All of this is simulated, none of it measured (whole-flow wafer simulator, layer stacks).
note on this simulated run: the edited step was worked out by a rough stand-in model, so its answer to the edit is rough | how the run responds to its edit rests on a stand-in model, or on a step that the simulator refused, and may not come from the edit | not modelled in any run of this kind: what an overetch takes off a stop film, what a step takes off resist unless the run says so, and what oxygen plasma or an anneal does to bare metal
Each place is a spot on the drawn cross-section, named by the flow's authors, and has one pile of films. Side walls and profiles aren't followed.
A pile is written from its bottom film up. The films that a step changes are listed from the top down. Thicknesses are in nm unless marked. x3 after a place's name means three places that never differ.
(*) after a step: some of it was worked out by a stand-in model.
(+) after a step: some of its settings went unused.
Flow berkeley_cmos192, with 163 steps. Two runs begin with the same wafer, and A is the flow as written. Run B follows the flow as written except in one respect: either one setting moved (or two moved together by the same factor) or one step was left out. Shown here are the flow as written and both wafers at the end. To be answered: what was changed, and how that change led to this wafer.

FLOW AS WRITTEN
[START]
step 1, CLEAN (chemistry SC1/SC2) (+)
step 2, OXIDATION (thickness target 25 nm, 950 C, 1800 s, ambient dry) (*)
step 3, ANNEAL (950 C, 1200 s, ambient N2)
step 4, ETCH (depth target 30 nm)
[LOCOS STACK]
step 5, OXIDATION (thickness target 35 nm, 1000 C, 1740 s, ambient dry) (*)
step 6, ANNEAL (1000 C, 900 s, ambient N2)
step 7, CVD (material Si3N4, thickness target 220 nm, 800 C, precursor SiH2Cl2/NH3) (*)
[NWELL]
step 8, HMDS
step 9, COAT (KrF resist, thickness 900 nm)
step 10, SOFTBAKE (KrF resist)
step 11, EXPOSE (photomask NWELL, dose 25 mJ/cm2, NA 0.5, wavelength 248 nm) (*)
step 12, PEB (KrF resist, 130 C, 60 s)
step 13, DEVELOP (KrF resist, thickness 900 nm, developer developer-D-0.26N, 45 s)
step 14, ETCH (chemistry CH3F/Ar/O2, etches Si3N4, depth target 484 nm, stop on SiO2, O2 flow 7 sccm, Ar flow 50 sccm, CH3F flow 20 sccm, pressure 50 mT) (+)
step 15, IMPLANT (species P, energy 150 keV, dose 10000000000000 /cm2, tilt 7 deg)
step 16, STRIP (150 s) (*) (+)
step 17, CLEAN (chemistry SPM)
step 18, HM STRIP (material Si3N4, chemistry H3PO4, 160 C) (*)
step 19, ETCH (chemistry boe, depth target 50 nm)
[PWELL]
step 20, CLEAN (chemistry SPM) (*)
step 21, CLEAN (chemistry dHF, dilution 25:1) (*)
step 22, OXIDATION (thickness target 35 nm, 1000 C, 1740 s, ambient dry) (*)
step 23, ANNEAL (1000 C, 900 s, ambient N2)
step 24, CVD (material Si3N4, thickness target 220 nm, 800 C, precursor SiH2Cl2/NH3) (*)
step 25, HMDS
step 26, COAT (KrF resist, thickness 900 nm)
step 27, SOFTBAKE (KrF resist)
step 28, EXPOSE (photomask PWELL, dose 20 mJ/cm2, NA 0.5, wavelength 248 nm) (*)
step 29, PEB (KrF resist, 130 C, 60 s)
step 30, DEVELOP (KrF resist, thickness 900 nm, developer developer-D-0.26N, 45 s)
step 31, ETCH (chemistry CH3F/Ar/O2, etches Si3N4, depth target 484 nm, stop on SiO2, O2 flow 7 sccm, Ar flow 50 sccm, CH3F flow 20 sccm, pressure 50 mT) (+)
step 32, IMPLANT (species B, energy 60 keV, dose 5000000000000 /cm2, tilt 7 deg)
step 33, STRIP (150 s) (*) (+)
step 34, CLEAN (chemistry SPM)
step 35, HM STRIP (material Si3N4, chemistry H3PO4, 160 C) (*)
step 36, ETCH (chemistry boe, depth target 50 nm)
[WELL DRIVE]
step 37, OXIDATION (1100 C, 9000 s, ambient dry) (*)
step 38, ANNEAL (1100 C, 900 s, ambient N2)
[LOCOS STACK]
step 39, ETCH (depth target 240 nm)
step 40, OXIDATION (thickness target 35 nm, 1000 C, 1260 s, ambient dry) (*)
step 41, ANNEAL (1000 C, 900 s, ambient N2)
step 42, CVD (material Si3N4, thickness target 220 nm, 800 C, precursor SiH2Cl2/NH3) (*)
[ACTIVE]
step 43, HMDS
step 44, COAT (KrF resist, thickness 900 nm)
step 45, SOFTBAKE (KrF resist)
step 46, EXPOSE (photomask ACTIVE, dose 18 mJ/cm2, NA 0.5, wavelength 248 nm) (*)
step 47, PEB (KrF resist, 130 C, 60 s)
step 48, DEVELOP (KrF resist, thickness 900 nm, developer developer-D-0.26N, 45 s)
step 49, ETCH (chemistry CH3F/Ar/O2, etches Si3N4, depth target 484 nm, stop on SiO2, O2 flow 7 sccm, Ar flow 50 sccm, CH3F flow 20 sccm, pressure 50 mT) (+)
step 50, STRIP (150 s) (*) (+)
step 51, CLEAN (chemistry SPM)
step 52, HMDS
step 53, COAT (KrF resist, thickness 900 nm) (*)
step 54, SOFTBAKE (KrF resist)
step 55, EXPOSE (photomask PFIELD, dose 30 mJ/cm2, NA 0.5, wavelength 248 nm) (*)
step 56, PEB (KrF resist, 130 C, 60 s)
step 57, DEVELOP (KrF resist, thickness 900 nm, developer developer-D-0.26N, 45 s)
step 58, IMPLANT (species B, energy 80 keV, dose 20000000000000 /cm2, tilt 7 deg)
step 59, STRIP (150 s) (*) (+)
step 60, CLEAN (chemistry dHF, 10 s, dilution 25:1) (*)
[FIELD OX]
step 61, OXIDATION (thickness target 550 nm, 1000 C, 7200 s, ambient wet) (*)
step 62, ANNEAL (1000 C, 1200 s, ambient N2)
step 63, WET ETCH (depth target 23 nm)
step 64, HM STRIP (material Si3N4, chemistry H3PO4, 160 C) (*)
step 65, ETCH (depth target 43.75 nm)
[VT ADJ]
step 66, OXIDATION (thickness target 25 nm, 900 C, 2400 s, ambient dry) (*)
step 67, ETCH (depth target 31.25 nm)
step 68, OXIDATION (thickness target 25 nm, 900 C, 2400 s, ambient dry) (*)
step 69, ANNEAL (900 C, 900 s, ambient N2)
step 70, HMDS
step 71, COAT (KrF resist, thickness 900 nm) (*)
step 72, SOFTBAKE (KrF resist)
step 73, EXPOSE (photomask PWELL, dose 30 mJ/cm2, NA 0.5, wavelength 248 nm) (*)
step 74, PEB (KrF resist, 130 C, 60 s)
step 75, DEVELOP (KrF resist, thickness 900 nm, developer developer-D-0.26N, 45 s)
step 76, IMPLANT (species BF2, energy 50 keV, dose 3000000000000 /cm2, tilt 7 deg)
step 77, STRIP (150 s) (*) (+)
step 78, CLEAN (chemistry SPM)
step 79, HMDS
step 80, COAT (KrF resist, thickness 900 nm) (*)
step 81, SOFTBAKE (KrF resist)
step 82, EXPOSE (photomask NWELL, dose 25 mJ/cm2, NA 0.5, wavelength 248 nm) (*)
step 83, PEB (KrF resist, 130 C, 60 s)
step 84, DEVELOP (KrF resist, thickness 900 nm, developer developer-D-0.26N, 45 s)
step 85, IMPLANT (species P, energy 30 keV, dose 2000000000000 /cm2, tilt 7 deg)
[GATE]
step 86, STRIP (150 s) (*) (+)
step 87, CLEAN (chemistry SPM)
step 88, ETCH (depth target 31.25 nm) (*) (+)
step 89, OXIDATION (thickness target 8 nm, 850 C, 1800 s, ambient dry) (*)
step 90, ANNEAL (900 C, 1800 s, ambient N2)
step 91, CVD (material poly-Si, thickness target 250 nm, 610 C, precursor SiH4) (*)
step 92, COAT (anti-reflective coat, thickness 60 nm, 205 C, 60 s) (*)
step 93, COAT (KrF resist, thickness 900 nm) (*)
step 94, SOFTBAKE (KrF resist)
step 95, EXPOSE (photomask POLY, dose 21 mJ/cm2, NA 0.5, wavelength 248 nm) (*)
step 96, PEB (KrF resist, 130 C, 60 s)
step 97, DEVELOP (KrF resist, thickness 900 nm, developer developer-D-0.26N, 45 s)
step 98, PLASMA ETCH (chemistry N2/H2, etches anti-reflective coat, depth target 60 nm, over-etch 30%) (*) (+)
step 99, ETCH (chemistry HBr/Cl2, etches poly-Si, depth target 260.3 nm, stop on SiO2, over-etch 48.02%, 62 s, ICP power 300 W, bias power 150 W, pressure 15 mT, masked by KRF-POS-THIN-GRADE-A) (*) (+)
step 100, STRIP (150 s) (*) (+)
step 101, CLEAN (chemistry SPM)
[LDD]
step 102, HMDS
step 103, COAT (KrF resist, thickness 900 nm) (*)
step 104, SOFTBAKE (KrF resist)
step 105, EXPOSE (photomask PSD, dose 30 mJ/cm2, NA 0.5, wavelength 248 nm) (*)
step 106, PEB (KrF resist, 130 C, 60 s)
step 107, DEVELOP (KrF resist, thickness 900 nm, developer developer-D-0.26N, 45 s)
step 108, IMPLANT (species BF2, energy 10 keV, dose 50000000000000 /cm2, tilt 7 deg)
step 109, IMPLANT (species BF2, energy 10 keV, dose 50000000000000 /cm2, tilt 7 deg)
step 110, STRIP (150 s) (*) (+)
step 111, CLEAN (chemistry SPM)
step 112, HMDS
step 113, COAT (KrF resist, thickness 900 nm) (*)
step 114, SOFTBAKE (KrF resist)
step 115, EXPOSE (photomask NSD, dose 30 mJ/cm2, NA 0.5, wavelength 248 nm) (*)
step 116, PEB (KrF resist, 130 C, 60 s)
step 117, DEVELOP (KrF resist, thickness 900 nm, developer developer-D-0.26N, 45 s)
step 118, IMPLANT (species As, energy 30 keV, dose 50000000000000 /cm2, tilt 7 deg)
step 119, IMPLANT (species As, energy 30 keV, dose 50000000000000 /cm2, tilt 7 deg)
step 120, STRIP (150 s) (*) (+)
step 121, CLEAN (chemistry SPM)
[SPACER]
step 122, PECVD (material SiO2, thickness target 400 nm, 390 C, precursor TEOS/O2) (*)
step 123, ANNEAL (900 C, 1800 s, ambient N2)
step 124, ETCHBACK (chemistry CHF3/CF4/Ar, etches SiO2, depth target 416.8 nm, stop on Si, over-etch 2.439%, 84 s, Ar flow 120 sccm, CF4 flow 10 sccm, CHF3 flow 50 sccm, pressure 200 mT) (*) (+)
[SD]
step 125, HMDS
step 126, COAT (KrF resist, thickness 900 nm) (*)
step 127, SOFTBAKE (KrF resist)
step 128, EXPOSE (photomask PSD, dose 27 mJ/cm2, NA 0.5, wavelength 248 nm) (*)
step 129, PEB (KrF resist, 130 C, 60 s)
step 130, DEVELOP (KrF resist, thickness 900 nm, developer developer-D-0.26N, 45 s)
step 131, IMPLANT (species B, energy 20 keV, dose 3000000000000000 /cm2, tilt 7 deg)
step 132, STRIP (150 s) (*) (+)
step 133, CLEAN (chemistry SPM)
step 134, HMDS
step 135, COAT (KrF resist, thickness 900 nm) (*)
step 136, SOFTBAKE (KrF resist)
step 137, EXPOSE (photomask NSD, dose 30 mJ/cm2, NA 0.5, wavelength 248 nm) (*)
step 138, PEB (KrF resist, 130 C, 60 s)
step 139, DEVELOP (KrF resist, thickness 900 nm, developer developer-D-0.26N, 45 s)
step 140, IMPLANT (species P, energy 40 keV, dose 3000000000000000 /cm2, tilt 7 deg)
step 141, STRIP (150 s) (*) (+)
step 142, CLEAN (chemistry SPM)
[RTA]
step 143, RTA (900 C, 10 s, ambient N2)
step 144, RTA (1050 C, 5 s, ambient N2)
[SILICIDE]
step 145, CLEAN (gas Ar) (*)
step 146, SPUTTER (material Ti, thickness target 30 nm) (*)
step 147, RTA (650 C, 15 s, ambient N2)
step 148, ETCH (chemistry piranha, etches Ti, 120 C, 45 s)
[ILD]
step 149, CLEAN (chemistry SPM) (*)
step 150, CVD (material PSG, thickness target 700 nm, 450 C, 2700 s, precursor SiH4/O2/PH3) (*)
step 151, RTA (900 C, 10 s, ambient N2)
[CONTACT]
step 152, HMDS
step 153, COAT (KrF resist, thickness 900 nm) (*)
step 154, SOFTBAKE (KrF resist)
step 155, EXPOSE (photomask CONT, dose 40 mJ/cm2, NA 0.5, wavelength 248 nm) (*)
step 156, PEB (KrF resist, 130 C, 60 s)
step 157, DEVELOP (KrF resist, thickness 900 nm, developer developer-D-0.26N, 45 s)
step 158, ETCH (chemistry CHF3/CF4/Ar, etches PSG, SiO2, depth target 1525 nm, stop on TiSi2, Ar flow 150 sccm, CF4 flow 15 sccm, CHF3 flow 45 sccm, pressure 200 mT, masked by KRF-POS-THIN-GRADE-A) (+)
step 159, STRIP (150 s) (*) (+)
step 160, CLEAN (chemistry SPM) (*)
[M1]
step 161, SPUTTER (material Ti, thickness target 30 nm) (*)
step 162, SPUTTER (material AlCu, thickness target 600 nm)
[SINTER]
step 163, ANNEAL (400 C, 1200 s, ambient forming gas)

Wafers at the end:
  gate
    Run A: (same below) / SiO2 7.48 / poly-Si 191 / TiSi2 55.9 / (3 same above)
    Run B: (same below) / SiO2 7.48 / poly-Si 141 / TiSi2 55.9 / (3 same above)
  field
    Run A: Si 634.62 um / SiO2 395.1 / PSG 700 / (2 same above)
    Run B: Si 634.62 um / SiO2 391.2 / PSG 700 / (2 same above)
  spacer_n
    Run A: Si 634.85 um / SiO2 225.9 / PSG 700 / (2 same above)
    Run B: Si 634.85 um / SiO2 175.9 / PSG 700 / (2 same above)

Cause: step 91, CVD: thickness target 200 nm was run, though the flow has thickness target 250 nm.

How this came from the change, step by step:
  step 91, CVD (material poly-Si, thickness target 250 nm, 610 C, precursor SiH4) (*)
      field, sd_n, spacer_n and 6 more: A poly-Si gains 250 (new film) | B poly-Si gains 200 (new film)
  step 92, COAT (anti-reflective coat, thickness 60 nm, 205 C, 60 s) (*)
      contact: A anti-reflective coat gains 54 (new film) | B anti-reflective coat gains 52.7 (new film)
  step 98, PLASMA ETCH (chemistry N2/H2, etches anti-reflective coat, depth target 60 nm, over-etch 30%) (*) (+)
      contact: A anti-reflective coat loses 54 (all of it), poly-Si loses 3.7 | B anti-reflective coat loses 52.7 (all of it), poly-Si loses 3.64
  step 99, ETCH (chemistry HBr/Cl2, etches poly-Si, depth target 260.3 nm, stop on SiO2, over-etch 48.02%, 62 s, ICP power 300 W, bias power 150 W, pressure 15 mT, masked by KRF-POS-THIN-GRADE-A) (*) (+)
      field, spacer_n, spacer_p: A poly-Si loses 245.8 (all of it), SiO2 loses 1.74 | B poly-Si loses 195.9 (all of it), SiO2 loses 5.58
      sd_n: A poly-Si loses 248.8 (all of it), SiO2 loses 1.51 | B poly-Si loses 198.8 (all of it), SiO2 loses 5.35
      (and at 3 other places as well)
  step 103, COAT (KrF resist, thickness 900 nm) (*)
      gate: A KrF resist gains 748 (new film) | B KrF resist gains 788.7 (new film)
      gate_p: A KrF resist gains 744.1 (new film) | B KrF resist gains 784.7 (new film)
  step 107, DEVELOP (KrF resist, thickness 900 nm, developer developer-D-0.26N, 45 s)
      gate_p: A KrF resist loses 742.9 (all of it) | B KrF resist loses 783.5 (all of it)
  step 110, STRIP (150 s) (*) (+)
      gate: A KrF resist loses 732.7 (all of it), chemical SiO2 gains 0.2, poly-Si loses 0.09 | B KrF resist loses 773.2 (all of it), chemical SiO2 gains 0.2, poly-Si loses 0.09
  step 113, COAT (KrF resist, thickness 900 nm) (*)
      gate: A KrF resist gains 747.9 (new film) | B KrF resist gains 788 (new film)
      gate_p: A KrF resist gains 743.9 (new film) | B KrF resist gains 784 (new film)
  step 117, DEVELOP (KrF resist, thickness 900 nm, developer developer-D-0.26N, 45 s)
      gate: A KrF resist loses 746.8 (all of it) | B KrF resist loses 786.7 (all of it)
  step 120, STRIP (150 s) (*) (+)
      gate_p: A KrF resist loses 728.6 (all of it), chemical SiO2 gains 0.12, poly-Si loses 0.05 | B KrF resist loses 768.5 (all of it), chemical SiO2 gains 0.12, poly-Si loses 0.05
  step 124, ETCHBACK (chemistry CHF3/CF4/Ar, etches SiO2, depth target 416.8 nm, stop on Si, over-etch 2.439%, 84 s, Ar flow 120 sccm, CF4 flow 10 sccm, CHF3 flow 50 sccm, pressure 200 mT) (*) (+)
      spacer_n: A SiO2 loses 160 | B SiO2 loses 206.1
      spacer_p: A SiO2 loses 159.9 | B SiO2 loses 206.1
  step 126, COAT (KrF resist, thickness 900 nm) (*)
      spacer_n: A KrF resist gains 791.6 (new film) | B KrF resist gains 827.8 (new film)
      gate: A KrF resist gains 771.5 (new film) | B KrF resist gains 806.9 (new film)
      (and at 2 other places as well)
  step 130, DEVELOP (KrF resist, thickness 900 nm, developer developer-D-0.26N, 45 s)
      spacer_p: A KrF resist loses 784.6 (all of it) | B KrF resist loses 820.8 (all of it)
      gate_p: A KrF resist loses 764.3 (all of it) | B KrF resist loses 799.8 (all of it)
  step 132, STRIP (150 s) (*) (+)
      spacer_n: A KrF resist loses 776.1 (all of it) | B KrF resist loses 812.3 (all of it)
      gate: A chemical SiO2 gains 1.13 (new film), KrF resist loses 756.1 (all of it), poly-Si loses 0.5 | B chemical SiO2 gains 1.13 (new film), KrF resist loses 791.4 (all of it), poly-Si loses 0.5
  step 135, COAT (KrF resist, thickness 900 nm) (*)
      spacer_n: A KrF resist gains 791.1 (new film) | B KrF resist gains 827.4 (new film)
      gate: A KrF resist gains 770.3 (new film) | B KrF resist gains 805.8 (new film)
      (and at 2 other places as well)
  step 139, DEVELOP (KrF resist, thickness 900 nm, developer developer-D-0.26N, 45 s)
      spacer_n: A KrF resist loses 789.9 (all of it) | B KrF resist loses 826.1 (all of it)
      gate: A KrF resist loses 769.1 (all of it) | B KrF resist loses 804.6 (all of it)
  ... another 2 steps ...
  step 159, STRIP (150 s) (*) (+)
      spacer_n: A KrF resist loses 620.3 (all of it) | B KrF resist loses 646.8 (all of it)
      gate: A KrF resist loses 600.1 (all of it) | B KrF resist loses 623.8 (all of it)
      (and at 2 other places as well)
